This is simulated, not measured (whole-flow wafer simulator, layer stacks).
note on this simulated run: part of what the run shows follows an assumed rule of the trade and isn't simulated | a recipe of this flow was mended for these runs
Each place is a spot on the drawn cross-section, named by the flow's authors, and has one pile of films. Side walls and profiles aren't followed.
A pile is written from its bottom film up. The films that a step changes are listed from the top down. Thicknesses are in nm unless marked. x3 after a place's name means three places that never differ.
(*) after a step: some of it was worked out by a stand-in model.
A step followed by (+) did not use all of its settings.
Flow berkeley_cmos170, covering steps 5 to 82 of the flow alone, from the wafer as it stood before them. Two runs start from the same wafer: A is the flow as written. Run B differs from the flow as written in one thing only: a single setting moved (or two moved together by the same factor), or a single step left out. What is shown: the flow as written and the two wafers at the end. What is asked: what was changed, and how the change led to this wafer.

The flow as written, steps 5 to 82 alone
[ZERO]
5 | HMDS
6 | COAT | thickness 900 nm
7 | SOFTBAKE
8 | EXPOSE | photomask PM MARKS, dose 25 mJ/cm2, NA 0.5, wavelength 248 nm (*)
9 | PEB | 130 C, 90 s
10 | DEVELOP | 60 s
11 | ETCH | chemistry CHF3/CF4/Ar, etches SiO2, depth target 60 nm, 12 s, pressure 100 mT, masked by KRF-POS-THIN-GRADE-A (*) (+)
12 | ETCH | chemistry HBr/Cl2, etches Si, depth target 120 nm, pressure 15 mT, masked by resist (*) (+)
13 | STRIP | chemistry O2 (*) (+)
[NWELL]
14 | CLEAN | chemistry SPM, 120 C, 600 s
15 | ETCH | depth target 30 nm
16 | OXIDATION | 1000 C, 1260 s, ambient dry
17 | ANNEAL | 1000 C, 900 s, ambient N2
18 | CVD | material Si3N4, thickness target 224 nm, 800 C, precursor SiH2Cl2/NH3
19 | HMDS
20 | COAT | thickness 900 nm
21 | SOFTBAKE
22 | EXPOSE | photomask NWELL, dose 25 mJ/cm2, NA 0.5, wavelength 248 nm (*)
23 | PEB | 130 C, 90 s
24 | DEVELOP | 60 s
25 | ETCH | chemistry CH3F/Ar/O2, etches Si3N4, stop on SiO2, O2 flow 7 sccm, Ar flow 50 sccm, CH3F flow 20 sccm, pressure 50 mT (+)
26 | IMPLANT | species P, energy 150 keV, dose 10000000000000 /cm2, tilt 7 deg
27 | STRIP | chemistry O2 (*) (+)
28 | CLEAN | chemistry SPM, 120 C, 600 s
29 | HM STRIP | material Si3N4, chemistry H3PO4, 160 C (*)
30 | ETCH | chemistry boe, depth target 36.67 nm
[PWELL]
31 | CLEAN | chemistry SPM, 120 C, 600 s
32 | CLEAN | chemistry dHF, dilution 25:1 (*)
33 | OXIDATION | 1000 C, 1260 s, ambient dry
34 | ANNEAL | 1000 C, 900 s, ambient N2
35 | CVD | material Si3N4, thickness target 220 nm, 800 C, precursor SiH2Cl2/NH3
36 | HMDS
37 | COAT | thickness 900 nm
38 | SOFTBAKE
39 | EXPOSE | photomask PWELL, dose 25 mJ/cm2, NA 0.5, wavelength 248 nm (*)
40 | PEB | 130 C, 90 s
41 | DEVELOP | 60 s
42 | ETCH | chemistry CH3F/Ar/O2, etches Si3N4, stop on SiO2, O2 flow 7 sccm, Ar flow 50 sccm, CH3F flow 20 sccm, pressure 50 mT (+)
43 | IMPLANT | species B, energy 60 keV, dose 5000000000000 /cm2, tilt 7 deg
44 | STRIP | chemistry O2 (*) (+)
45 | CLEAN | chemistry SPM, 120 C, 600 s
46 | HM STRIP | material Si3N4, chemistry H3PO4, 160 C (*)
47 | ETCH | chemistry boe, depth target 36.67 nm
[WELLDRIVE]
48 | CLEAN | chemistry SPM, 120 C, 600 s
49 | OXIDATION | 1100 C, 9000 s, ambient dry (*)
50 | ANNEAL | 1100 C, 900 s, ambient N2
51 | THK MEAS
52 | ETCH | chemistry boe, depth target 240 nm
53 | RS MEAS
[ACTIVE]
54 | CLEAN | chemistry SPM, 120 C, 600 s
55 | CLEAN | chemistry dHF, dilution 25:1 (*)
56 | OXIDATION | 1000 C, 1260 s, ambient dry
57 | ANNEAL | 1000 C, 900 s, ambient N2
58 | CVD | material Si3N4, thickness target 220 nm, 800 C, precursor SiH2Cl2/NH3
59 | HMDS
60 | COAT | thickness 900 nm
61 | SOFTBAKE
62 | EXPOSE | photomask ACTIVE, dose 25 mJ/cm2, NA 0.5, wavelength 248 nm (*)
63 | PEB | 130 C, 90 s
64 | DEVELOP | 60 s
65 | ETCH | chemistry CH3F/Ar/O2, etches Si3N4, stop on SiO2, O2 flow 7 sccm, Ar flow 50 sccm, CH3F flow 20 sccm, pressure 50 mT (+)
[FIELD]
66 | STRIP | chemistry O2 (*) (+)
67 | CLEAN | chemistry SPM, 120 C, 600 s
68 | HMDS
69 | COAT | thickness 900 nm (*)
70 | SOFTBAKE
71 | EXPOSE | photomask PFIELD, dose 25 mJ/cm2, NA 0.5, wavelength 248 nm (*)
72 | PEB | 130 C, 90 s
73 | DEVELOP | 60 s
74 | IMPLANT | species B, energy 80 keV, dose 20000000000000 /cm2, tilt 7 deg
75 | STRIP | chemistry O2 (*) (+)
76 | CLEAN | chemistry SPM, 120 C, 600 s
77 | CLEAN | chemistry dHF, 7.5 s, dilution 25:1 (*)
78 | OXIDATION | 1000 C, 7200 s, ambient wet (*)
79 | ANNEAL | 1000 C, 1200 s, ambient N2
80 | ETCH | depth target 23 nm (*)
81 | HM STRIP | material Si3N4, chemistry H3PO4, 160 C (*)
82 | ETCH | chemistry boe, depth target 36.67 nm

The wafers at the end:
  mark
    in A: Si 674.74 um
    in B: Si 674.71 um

What caused this: step 12, ETCH: depth target 156 nm was run, whereas the flow has depth target 120 nm.

How this came from the change, step by step:
  12 | ETCH | chemistry HBr/Cl2, etches Si, depth target 120 nm, pressure 15 mT, masked by resist (*) (+)
      field, sd_n, spacer_n and 9 more: A -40 KrF-resist | B -52 KrF-resist
      mark: A -120 Si | B -156 Si
